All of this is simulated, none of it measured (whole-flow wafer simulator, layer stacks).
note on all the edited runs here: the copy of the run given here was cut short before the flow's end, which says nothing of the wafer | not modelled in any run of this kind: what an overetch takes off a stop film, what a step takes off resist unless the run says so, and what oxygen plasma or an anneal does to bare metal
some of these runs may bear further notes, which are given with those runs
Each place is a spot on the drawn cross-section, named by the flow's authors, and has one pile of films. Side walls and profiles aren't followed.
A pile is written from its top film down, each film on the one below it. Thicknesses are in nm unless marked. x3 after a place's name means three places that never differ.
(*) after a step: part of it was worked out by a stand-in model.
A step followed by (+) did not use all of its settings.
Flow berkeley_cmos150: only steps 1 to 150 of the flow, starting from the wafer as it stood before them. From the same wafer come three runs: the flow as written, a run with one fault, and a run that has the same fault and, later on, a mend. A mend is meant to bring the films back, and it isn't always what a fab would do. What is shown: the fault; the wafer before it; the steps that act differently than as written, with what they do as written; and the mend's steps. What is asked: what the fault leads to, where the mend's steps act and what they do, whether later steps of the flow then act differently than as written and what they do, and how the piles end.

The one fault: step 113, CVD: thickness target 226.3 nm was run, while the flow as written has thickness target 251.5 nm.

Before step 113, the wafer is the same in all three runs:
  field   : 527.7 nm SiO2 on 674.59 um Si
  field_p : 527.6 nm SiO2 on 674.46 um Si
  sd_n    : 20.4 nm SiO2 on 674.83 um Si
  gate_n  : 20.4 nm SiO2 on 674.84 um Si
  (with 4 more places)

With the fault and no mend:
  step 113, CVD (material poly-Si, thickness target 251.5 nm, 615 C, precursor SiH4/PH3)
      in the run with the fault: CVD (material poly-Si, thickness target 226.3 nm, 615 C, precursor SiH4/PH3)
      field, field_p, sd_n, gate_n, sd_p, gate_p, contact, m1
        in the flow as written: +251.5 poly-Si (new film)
        in the run with the fault: +226.3 poly-Si (new film)
  Steps further on in the flow that do not act as written (not shown: 12 more steps that differ only slightly, by at most 2% or 0.5 nm, whichever is larger):
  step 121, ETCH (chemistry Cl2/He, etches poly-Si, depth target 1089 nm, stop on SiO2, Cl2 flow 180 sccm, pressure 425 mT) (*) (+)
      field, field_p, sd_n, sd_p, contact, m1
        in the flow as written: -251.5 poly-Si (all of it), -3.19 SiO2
        in the run with the fault: -226.3 poly-Si (all of it), -3.19 SiO2
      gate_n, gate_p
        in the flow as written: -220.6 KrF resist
        in the run with the fault: -202.6 KrF resist
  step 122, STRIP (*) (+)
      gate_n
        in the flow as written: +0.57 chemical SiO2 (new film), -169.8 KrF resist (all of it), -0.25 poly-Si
        in the run with the fault: +0.58 chemical SiO2 (new film), -187.1 KrF resist (all of it), -0.26 poly-Si
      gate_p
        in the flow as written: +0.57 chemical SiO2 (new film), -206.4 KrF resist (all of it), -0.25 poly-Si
        in the run with the fault: +0.58 chemical SiO2 (new film), -223.5 KrF resist (all of it), -0.26 poly-Si
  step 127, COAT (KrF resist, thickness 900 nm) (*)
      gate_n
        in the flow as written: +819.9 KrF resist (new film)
        in the run with the fault: +836.7 KrF resist (new film)
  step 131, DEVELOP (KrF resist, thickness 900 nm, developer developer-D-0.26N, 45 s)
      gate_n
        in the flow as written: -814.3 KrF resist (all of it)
        in the run with the fault: -831 KrF resist (all of it)
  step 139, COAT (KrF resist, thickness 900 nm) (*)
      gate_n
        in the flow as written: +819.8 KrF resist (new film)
        in the run with the fault: +836.6 KrF resist (new film)
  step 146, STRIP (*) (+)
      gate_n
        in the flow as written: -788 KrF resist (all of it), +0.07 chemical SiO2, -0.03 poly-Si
        in the run with the fault: -804.4 KrF resist (all of it), +0.07 chemical SiO2, -0.03 poly-Si
  The piles end different from the flow's at gate_n, gate_p by more than 2% or 0.5 nm, whichever is larger.
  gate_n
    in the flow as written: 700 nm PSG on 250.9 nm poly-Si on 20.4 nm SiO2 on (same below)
    in the run with the fault: 700 nm PSG on 225.7 nm poly-Si on 20.4 nm SiO2 on (same below)
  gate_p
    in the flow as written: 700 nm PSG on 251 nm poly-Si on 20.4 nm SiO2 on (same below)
    in the run with the fault: 700 nm PSG on 225.8 nm poly-Si on 20.4 nm SiO2 on (same below)

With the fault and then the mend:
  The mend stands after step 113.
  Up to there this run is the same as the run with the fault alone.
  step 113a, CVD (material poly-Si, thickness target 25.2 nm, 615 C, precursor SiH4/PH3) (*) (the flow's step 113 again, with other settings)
      field, field_p, sd_n, gate_n, sd_p, gate_p, contact, m1
        +25.2 poly-Si
  Every later step of the flow that is run acts as written, at every place that is followed, to within 2% or 0.5 nm, whichever is larger.
  At every place that both follow, the piles at the end match the flow's.
